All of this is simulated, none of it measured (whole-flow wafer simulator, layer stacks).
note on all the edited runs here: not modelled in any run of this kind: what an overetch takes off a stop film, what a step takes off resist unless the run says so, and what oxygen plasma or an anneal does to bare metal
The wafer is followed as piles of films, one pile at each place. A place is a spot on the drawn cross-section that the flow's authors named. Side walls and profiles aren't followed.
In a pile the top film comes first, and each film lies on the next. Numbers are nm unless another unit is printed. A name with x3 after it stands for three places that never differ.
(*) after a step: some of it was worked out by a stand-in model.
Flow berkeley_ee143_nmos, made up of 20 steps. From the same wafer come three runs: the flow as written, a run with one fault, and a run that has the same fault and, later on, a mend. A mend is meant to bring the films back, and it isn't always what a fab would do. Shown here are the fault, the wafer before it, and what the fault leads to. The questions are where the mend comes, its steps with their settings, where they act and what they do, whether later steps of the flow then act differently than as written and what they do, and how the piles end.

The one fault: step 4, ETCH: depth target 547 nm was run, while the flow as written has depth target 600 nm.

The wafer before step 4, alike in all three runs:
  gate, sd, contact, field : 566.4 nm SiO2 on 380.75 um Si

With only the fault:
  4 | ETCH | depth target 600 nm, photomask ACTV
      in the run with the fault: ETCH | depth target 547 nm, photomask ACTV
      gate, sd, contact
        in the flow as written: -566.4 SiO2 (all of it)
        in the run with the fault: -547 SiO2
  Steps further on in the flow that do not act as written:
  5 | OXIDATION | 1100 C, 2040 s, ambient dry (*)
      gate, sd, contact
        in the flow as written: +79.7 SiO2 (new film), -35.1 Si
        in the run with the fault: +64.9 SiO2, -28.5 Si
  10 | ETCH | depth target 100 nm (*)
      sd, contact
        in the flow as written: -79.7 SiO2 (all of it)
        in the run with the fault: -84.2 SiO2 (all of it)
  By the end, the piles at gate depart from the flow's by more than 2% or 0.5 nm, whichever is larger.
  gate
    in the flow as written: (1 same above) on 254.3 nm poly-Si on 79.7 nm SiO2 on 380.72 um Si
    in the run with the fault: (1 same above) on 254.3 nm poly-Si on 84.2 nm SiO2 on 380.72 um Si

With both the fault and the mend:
  The mend follows step 4.
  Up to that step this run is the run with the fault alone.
  4a | ETCH | depth target 53 nm, photomask ACTV (a further turn of the flow's step 4, with different settings)
      gate, sd, contact
        -19.4 SiO2 (all of it)
  None of the later steps of the flow acts differently than as written at any place that is followed.
  The piles end the same as the flow's at every place that both follow.
